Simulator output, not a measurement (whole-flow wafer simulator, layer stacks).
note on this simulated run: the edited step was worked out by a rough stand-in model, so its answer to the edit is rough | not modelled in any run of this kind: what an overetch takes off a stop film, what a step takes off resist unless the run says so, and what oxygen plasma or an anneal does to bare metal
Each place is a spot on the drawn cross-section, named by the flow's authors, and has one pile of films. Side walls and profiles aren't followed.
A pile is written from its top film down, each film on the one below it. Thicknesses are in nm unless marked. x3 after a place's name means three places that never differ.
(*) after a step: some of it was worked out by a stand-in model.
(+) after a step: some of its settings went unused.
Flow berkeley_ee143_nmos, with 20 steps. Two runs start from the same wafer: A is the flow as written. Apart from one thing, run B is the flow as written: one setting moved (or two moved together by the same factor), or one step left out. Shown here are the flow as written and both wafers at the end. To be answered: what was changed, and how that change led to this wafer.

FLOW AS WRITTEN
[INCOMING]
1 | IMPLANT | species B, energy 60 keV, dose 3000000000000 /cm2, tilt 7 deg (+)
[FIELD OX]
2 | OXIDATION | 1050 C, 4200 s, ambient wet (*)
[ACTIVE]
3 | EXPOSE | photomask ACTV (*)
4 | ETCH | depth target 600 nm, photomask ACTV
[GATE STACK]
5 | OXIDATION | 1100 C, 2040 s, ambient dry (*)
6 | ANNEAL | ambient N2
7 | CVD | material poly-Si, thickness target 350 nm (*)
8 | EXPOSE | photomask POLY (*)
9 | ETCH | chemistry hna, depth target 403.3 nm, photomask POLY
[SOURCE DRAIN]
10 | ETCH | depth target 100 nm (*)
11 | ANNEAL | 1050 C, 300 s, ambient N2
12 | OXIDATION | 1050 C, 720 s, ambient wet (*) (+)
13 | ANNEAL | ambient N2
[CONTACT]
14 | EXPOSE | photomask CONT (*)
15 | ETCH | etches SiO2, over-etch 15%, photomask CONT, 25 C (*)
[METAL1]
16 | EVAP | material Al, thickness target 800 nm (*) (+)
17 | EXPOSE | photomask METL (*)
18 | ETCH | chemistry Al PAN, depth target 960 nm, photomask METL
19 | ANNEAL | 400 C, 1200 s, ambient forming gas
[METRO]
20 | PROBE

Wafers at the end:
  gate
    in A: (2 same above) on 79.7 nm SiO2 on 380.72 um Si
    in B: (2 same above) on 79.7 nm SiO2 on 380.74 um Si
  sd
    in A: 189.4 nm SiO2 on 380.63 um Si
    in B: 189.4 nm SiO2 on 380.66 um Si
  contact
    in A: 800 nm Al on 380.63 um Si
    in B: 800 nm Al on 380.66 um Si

What caused this: step 2, OXIDATION: 3423 s was run, whereas the flow has 4200 s.

Step by step, how the change led to this:
  2 | OXIDATION | 1050 C, 4200 s, ambient wet (*)
      gate, sd, contact, field: A SiO2 gains 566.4 (new film), chemical SiO2 loses 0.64 (all of it), Si loses 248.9 | B SiO2 gains 501 (new film), chemical SiO2 loses 0.64 (all of it), Si loses 220.2
  4 | ETCH | depth target 600 nm, photomask ACTV
      gate, sd, contact: A SiO2 loses 566.4 (all of it) | B SiO2 loses 501 (all of it)
  5 | OXIDATION | 1100 C, 2040 s, ambient dry (*)
      field: A SiO2 gains 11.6, Si loses 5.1 | B SiO2 gains 12.9, Si loses 5.67
  12 | OXIDATION | 1050 C, 720 s, ambient wet (*) (+)
      field: A SiO2 gains 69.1, Si loses 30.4 | B SiO2 gains 76.1, Si loses 33.5
